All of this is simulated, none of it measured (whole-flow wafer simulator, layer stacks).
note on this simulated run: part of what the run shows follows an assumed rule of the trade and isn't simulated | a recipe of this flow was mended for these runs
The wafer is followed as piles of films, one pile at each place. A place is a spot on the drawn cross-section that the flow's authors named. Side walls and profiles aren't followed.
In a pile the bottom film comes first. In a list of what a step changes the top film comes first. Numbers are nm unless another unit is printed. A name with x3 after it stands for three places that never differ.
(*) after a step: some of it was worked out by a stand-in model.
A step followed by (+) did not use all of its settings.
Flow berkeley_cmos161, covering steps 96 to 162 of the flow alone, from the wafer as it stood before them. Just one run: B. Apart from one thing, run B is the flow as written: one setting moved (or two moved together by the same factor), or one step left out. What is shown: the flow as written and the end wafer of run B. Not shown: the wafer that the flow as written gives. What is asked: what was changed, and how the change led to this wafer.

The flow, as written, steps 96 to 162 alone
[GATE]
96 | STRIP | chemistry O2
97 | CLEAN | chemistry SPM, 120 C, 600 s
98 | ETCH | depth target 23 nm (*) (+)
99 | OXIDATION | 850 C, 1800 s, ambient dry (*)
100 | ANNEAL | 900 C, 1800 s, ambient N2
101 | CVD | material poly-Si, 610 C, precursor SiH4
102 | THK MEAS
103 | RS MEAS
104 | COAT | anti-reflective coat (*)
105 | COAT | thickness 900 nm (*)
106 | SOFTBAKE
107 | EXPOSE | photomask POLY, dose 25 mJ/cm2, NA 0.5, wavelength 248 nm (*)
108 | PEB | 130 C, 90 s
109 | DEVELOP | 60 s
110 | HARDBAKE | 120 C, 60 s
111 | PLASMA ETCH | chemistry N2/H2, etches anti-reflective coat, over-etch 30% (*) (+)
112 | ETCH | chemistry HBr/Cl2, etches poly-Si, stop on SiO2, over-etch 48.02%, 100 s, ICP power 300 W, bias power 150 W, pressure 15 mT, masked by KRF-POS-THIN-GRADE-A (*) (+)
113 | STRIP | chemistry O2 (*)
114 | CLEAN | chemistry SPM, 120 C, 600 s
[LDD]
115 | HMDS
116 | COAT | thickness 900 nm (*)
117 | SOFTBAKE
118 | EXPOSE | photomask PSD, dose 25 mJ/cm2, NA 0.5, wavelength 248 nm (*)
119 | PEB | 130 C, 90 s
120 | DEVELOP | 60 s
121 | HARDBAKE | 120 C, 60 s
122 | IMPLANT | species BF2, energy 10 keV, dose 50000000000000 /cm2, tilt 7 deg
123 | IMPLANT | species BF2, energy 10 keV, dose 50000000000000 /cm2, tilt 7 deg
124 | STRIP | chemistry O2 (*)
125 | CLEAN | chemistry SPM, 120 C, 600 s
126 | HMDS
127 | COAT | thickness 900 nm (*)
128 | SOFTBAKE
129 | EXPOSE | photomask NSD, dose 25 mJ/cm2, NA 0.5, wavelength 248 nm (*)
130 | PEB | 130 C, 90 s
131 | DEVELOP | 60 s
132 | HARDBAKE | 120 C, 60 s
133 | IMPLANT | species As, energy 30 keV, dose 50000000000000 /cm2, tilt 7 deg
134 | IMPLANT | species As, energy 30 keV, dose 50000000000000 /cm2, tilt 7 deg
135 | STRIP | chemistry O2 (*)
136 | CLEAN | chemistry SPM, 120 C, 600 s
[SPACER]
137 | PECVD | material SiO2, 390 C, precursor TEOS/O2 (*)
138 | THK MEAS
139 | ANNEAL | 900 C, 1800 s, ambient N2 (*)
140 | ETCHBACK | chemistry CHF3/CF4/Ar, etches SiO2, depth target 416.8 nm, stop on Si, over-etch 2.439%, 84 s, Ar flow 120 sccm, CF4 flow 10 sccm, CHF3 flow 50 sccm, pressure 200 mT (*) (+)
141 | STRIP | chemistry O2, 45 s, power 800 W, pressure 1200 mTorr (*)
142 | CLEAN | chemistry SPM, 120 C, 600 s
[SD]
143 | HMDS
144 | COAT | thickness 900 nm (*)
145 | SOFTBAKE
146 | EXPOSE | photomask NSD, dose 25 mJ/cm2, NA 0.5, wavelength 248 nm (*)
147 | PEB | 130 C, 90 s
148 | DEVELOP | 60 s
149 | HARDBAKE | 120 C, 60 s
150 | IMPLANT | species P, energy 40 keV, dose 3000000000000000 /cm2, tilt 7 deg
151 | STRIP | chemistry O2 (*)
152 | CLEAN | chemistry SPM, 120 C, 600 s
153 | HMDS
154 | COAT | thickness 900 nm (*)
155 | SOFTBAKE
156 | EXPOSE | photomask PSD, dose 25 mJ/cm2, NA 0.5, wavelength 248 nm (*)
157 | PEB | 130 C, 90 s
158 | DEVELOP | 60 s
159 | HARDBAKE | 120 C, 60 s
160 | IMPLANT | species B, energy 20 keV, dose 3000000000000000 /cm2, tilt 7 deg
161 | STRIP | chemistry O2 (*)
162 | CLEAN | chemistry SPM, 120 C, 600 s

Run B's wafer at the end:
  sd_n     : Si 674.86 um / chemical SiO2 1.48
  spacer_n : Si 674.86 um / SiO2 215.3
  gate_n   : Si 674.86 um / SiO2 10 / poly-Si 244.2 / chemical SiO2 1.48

The reason: step 99, OXIDATION: 2880 s was run, though the flow has 1800 s.

How this came from the change, step by step:
  99 | OXIDATION | 850 C, 1800 s, ambient dry (*)
      sd_n, spacer_n, gate_n, sd_p, spacer_p, gate_p, contact, m1: +10 SiO2 (new film), -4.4 Si (as written it would have been: +7.48 SiO2 (new film), -3.29 Si)
